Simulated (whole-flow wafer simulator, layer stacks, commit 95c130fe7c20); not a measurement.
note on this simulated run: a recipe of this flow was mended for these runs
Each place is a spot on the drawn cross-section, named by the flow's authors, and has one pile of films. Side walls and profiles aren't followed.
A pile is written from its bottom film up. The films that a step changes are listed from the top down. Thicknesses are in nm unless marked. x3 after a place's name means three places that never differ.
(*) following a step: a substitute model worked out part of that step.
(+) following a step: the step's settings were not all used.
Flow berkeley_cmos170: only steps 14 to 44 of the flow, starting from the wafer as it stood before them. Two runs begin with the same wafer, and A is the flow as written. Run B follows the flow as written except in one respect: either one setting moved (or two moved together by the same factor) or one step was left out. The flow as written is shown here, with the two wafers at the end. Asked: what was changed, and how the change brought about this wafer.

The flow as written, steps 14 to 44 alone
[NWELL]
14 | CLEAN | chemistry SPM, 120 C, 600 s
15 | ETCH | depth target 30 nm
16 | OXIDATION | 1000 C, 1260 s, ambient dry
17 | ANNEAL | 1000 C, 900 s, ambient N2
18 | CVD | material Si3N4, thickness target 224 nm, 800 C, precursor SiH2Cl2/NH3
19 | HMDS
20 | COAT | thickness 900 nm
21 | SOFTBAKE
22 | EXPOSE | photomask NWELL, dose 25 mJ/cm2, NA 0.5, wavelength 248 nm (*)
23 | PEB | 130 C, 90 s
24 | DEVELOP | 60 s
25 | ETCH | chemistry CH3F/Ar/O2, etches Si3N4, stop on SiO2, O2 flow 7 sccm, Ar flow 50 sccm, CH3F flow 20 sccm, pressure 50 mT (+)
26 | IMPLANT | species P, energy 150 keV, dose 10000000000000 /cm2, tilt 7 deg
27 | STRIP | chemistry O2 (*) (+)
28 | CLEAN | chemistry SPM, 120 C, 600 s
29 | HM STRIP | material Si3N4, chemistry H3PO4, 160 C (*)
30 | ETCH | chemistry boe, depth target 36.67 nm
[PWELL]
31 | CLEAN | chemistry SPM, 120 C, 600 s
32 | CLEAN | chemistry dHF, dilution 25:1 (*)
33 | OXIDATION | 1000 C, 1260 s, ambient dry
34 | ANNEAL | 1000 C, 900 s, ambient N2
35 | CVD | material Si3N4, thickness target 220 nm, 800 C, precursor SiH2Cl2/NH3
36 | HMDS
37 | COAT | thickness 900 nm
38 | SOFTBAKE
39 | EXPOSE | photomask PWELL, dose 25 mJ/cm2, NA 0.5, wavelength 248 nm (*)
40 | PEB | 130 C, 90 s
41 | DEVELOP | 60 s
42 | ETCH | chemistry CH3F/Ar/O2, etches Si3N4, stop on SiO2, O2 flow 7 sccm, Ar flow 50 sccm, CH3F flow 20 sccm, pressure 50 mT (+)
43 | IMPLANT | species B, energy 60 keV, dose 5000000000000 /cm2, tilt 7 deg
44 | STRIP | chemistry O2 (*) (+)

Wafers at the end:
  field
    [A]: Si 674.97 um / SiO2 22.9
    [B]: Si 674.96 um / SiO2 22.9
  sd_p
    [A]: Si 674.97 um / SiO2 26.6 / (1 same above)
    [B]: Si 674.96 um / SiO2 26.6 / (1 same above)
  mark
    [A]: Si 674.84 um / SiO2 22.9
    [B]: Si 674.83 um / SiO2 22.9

Cause: step 16, OXIDATION: 3780 s was run, though the flow has 1260 s.

Step by step, how the change led to this:
  16 | OXIDATION | 1000 C, 1260 s, ambient dry
      field, mark, sd_n and 10 more: A SiO2 gains 26.6 (new film), Si loses 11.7 | B SiO2 gains 50.4 (new film), Si loses 22.2
  30 | ETCH | chemistry boe, depth target 36.67 nm
      field, mark, sd_n and 7 more: A SiO2 loses 19.6 (all of it) | B SiO2 loses 36.7
      sd_p, spacer_p, gate_p: A SiO2 loses 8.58 (all of it) | B SiO2 loses 32.4 (all of it)
  31 | CLEAN | chemistry SPM, 120 C, 600 s
      field, mark, sd_n and 7 more: A chemical SiO2 gains 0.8 (new film), Si loses 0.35 | B nothing
  32 | CLEAN | chemistry dHF, dilution 25:1 (*)
      field, mark, sd_n and 7 more: A chemical SiO2 loses 0.8 (all of it) | B SiO2 loses 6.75 (all of it)
